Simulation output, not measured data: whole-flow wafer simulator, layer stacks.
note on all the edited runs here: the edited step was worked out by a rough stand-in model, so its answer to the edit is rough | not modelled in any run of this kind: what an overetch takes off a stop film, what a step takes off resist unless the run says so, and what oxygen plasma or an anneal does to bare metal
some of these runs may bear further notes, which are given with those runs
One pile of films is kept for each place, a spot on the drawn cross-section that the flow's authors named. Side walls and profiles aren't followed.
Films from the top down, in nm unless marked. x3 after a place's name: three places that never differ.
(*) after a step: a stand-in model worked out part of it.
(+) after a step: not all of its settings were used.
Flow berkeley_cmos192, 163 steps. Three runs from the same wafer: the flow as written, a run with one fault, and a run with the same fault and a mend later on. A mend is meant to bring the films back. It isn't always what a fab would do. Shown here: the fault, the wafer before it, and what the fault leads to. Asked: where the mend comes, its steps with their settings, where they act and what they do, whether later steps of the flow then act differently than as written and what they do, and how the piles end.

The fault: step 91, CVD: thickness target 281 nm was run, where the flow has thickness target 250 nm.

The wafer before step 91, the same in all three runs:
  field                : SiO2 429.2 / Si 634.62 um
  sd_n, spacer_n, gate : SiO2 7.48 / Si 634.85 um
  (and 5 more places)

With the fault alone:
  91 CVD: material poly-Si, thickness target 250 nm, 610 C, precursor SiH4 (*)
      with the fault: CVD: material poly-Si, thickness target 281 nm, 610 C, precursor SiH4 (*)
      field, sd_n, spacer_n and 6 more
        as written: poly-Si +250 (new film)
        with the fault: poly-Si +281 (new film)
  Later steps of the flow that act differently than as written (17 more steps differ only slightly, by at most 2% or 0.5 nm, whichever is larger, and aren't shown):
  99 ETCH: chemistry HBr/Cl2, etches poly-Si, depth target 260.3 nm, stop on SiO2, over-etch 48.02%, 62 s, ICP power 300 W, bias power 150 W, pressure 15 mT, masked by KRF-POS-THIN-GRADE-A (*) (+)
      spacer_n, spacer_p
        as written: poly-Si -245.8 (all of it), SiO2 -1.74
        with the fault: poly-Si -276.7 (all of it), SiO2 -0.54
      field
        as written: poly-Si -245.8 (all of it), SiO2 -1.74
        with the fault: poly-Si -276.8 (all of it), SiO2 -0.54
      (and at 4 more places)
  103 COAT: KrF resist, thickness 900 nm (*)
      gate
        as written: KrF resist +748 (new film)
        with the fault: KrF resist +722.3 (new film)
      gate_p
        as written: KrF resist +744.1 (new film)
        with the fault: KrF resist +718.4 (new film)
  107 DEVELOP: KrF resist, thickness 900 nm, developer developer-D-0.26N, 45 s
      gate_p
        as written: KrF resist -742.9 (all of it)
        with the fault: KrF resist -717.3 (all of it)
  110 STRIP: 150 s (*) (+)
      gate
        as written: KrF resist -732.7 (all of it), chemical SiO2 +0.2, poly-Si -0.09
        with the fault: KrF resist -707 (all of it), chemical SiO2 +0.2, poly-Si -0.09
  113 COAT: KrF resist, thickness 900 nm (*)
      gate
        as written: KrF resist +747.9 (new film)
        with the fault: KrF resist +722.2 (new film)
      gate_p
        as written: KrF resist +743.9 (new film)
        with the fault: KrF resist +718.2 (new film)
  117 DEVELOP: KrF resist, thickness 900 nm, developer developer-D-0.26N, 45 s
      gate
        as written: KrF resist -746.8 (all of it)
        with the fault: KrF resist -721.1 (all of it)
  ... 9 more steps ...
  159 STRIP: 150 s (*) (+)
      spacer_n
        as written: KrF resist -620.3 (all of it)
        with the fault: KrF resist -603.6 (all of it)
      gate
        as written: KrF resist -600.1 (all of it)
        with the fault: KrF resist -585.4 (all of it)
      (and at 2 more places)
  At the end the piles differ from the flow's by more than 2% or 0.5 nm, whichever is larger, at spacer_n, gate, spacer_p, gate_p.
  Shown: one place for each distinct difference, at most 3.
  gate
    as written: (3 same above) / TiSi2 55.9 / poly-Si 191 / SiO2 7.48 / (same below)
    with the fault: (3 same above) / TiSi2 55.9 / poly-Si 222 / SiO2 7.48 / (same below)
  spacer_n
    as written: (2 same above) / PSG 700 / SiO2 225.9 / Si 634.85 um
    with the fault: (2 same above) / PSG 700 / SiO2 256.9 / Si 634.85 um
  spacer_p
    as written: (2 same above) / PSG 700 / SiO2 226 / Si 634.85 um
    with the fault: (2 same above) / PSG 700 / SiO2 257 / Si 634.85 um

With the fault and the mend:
  The mend comes after step 91.
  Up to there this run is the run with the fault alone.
  91a ETCH: chemistry tmah, depth target 323.1 nm
      field, sd_n, spacer_n and 6 more
        poly-Si -281 (all of it)
  91b CLEAN: chemistry SPM (the flow's step 87 once more)
      changes no film at any place that is followed
  91c CVD: material poly-Si, thickness target 250 nm, 610 C, precursor SiH4 (*) (the flow's step 91 once more)
      field, sd_n, spacer_n and 6 more
        poly-Si +250 (new film)
  No later step of the flow acts differently than as written at any place that is followed.
  At the end the piles are the same as the flow's at every place that both follow.
